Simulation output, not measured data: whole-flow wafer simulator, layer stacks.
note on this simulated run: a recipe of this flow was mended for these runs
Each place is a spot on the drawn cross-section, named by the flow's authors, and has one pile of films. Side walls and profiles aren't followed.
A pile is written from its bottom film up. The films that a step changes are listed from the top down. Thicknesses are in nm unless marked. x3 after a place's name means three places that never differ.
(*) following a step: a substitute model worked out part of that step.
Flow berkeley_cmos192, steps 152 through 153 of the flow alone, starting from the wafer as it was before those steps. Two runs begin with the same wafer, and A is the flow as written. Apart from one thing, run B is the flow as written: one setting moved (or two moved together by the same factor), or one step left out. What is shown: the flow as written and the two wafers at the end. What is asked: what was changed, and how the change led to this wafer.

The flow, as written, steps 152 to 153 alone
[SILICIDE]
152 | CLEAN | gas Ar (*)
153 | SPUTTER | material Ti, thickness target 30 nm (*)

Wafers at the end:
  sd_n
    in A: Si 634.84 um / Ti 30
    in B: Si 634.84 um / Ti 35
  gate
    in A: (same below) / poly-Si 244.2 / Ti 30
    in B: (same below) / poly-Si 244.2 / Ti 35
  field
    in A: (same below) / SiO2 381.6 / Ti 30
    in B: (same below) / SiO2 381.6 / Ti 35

The reason: step 153, SPUTTER: thickness target 35 nm was run, though the flow has thickness target 30 nm.
The wafer lets one read it off: sd_n has Ti 35, and step 153 as written asks for 30 nm.

The path from the change to this, step by step:
  153 | SPUTTER | material Ti, thickness target 30 nm (*)
      field, sd_n, spacer_n, gate, spacer_p, gate_p, contact x2: A +30 Ti (new film) | B +35 Ti (new film)
      sd_p: A +28.2 Ti (new film) | B +32.9 Ti (new film)
